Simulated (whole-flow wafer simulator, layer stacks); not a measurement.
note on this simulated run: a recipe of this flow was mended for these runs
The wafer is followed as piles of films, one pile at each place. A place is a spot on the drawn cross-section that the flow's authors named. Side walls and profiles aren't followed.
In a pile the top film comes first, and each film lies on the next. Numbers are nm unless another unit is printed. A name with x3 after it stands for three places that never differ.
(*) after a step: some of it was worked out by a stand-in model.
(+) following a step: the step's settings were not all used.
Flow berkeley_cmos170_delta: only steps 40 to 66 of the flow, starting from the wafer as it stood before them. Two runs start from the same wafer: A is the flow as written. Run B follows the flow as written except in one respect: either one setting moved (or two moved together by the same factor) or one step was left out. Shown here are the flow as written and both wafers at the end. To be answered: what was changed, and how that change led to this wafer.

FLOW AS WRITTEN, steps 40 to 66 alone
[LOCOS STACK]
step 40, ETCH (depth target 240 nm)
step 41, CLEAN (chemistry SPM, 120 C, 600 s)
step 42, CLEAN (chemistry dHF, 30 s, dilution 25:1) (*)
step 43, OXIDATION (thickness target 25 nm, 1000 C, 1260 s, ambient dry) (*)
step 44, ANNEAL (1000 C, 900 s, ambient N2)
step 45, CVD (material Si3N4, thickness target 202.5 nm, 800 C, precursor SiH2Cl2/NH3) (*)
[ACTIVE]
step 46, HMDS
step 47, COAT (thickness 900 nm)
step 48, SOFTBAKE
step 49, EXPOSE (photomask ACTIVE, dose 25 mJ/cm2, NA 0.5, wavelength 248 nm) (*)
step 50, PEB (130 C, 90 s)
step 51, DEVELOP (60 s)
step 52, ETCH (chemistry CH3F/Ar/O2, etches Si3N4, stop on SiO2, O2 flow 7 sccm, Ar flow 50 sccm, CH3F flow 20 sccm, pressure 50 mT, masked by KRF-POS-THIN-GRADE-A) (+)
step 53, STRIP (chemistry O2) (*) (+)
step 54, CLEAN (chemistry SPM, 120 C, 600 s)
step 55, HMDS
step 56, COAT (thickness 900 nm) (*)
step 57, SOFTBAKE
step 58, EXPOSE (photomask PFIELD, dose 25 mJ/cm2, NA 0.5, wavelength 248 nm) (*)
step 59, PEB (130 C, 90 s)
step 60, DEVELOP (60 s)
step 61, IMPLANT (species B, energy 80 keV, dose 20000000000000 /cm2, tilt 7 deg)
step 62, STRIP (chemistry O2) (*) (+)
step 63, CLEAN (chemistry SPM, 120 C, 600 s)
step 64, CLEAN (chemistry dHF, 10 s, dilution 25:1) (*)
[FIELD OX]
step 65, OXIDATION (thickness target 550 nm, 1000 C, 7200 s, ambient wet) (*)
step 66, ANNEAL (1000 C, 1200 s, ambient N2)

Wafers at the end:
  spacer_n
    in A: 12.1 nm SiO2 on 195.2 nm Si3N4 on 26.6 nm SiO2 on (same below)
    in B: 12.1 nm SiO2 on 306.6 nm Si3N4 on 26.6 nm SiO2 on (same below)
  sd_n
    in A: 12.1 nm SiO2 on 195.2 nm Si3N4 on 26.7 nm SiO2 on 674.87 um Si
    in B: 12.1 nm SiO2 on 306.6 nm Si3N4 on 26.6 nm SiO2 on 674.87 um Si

Cause: step 45, CVD: thickness target 313.9 nm was run, while the flow as written has thickness target 202.5 nm.

How this came from the change, step by step:
  step 45, CVD (material Si3N4, thickness target 202.5 nm, 800 C, precursor SiH2Cl2/NH3) (*)
      field, sd_n, spacer_n and 6 more: A Si3N4 gains 202.5 (new film) | B Si3N4 gains 313.9 (new film)
  step 52, ETCH (chemistry CH3F/Ar/O2, etches Si3N4, stop on SiO2, O2 flow 7 sccm, Ar flow 50 sccm, CH3F flow 20 sccm, pressure 50 mT, masked by KRF-POS-THIN-GRADE-A) (+)
      sd_n, spacer_n, gate, sd_p, spacer_p, gate_p, contact, m1: A KrF-resist loses 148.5 | B KrF-resist loses 222.8
      field: A Si3N4 loses 202.5 (all of it), SiO2 loses 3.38 | B Si3N4 loses 313.9 (all of it), SiO2 loses 3.38
  step 53, STRIP (chemistry O2) (*) (+)
      sd_n, spacer_n, gate, sd_p, spacer_p, gate_p, contact, m1: A KrF-resist loses 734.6 (all of it) | B KrF-resist loses 660.3 (all of it)
  step 56, COAT (thickness 900 nm) (*)
      field: A KrF-resist gains 956.4 (new film) | B KrF-resist gains 987.9 (new film)
      sd_n: A KrF-resist gains 794.3 (new film) | B KrF-resist gains 738.1 (new film)
      (also at 7 further places)
  step 60, DEVELOP (60 s)
      field: A KrF-resist loses 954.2 (all of it) | B KrF-resist loses 985.7 (all of it)
  step 62, STRIP (chemistry O2) (*) (+)
      sd_n: A KrF-resist loses 777.7 (all of it) | B KrF-resist loses 721.6 (all of it)
      spacer_n: A KrF-resist loses 807.8 (all of it) | B KrF-resist loses 769.8 (all of it)
      (also at 6 further places)
  step 65, OXIDATION (thickness target 550 nm, 1000 C, 7200 s, ambient wet) (*)
      sd_n, sd_p: A SiO2 gains 12.1 (new film), Si3N4 loses 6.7, SiO2 gains 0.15, Si loses 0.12 | B SiO2 gains 12.1 (new film), Si3N4 loses 6.7
